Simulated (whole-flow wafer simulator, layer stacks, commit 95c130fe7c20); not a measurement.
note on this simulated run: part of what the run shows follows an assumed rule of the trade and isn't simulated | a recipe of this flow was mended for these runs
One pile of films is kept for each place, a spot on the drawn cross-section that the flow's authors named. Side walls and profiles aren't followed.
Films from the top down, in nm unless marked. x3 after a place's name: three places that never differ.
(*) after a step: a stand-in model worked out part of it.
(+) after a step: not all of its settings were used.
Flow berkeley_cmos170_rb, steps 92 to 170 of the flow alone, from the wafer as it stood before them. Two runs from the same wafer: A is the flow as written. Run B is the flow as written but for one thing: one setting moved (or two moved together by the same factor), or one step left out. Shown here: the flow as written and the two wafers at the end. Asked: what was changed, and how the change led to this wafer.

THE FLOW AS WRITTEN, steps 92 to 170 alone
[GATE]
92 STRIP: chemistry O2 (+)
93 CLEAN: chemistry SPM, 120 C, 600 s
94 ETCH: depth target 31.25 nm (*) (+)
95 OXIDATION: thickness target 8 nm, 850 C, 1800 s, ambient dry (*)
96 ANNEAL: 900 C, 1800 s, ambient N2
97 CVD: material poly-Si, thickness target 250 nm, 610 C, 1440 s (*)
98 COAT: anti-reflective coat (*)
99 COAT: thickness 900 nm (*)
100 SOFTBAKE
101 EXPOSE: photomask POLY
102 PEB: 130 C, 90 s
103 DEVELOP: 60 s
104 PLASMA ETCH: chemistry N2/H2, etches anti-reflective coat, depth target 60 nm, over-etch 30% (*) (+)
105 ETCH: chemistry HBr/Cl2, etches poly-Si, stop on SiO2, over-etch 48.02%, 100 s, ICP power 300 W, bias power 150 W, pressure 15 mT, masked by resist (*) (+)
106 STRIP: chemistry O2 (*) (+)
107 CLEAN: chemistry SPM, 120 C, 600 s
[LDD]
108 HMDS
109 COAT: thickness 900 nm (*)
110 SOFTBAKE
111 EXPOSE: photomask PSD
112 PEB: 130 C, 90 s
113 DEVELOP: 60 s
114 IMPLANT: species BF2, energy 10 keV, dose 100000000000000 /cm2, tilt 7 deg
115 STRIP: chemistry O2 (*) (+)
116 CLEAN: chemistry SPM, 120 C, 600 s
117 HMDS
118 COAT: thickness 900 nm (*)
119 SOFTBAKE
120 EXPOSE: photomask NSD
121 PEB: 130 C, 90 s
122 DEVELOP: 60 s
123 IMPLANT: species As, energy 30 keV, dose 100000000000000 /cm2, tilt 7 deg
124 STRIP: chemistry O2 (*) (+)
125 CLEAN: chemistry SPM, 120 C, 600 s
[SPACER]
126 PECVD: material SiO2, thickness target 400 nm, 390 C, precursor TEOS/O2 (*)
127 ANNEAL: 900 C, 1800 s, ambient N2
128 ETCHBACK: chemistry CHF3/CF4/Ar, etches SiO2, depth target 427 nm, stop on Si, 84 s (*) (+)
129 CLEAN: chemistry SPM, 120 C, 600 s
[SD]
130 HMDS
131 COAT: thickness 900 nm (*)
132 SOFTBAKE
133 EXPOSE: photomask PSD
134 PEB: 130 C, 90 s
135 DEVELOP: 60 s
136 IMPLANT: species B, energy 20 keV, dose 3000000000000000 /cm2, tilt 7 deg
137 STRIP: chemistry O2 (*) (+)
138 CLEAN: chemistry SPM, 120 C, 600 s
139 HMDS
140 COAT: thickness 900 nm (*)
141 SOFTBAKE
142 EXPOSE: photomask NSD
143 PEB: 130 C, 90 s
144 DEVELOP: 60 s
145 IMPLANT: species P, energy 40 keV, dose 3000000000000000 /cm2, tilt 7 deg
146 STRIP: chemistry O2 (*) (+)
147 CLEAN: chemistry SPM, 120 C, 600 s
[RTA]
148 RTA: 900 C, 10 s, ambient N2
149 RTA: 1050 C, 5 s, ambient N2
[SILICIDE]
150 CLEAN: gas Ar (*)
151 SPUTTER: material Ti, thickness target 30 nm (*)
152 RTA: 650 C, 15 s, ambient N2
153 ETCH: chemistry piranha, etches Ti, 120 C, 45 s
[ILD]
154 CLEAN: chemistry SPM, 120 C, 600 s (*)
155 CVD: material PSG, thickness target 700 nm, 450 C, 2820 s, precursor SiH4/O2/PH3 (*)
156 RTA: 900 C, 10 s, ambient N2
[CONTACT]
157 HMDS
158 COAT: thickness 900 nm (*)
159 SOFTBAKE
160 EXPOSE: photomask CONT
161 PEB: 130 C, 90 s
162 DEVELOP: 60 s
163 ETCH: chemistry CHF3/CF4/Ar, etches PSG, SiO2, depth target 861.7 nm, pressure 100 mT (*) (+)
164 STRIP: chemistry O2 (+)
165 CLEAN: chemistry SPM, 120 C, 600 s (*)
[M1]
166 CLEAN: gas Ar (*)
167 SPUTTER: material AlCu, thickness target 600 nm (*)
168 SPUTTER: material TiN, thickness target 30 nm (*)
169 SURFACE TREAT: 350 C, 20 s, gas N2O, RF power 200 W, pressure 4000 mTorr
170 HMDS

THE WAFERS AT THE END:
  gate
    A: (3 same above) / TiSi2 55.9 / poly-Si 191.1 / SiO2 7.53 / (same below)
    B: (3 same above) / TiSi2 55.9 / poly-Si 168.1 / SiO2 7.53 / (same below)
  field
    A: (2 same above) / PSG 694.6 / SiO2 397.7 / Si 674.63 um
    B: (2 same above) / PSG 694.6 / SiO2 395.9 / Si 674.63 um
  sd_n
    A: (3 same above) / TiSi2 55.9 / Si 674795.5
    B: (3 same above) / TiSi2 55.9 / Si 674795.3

The cause: step 97, CVD: thickness target 227 nm was run, where the flow has thickness target 250 nm; step 97, CVD: 1305 s was run, where the flow has 1440 s.

How the change led to this, step by step:
  97 CVD: material poly-Si, thickness target 250 nm, 610 C, 1440 s (*)
      field, sd_n, spacer_n and 6 more: A poly-Si +250 (new film) | B poly-Si +227 (new film)
  105 ETCH: chemistry HBr/Cl2, etches poly-Si, stop on SiO2, over-etch 48.02%, 100 s, ICP power 300 W, bias power 150 W, pressure 15 mT, masked by resist (*) (+)
      spacer_n, spacer_p: A poly-Si -248.5 (all of it), SiO2 -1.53 | B poly-Si -225.6 (all of it), SiO2 -3.3
      field: A poly-Si -245 (all of it), SiO2 -1.8 | B poly-Si -222.1 (all of it), SiO2 -3.57
      (and at 4 more places)
  109 COAT: thickness 900 nm (*)
      gate: A KrF-resist +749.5 (new film) | B KrF-resist +767.8 (new film)
      gate_p: A KrF-resist +745.7 (new film) | B KrF-resist +764 (new film)
  113 DEVELOP: 60 s
      gate_p: A KrF-resist -744.1 (all of it) | B KrF-resist -762.3 (all of it)
  115 STRIP: chemistry O2 (*) (+)
      gate: A KrF-resist -733 (all of it), chemical SiO2 +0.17 | B KrF-resist -751.2 (all of it), chemical SiO2 +0.17
  118 COAT: thickness 900 nm (*)
      gate: A KrF-resist +748.7 (new film) | B KrF-resist +767 (new film)
      gate_p: A KrF-resist +744.7 (new film) | B KrF-resist +763.1 (new film)
  122 DEVELOP: 60 s
      gate: A KrF-resist -747.1 (all of it) | B KrF-resist -765.4 (all of it)
  124 STRIP: chemistry O2 (*) (+)
      gate_p: A KrF-resist -728.2 (all of it), chemical SiO2 +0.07 | B KrF-resist -746.5 (all of it), chemical SiO2 +0.07
  128 ETCHBACK: chemistry CHF3/CF4/Ar, etches SiO2, depth target 427 nm, stop on Si, 84 s (*) (+)
      spacer_n: A SiO2 -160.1 | B SiO2 -181.4
      spacer_p: A SiO2 -160.1 | B SiO2 -181.3
  131 COAT: thickness 900 nm (*)
      spacer_n: A KrF-resist +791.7 (new film) | B KrF-resist +808.3 (new film)
      gate: A KrF-resist +770.7 (new film) | B KrF-resist +787 (new film)
      (and at 2 more places)
  135 DEVELOP: 60 s
      spacer_p: A KrF-resist -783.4 (all of it) | B KrF-resist -800 (all of it)
      gate_p: A KrF-resist -762.3 (all of it) | B KrF-resist -778.5 (all of it)
  137 STRIP: chemistry O2 (*) (+)
      spacer_n: A KrF-resist -775.1 (all of it) | B KrF-resist -791.6 (all of it)
      gate: A KrF-resist -754.1 (all of it), chemical SiO2 +0.17, poly-Si -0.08 | B KrF-resist -770.3 (all of it), chemical SiO2 +0.17, poly-Si -0.07
  140 COAT: thickness 900 nm (*)
      spacer_n: A KrF-resist +791.4 (new film) | B KrF-resist +808.3 (new film)
      gate: A KrF-resist +770.4 (new film) | B KrF-resist +787 (new film)
      (and at 2 more places)
  144 DEVELOP: 60 s
      spacer_n: A KrF-resist -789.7 (all of it) | B KrF-resist -806.6 (all of it)
      gate: A KrF-resist -768.7 (all of it) | B KrF-resist -785.3 (all of it)
  146 STRIP: chemistry O2 (*) (+)
      spacer_p: A KrF-resist -768.5 (all of it) | B KrF-resist -785.6 (all of it)
      gate_p: A KrF-resist -747.2 (all of it), chemical SiO2 +0.07 | B KrF-resist -764 (all of it), chemical SiO2 +0.07
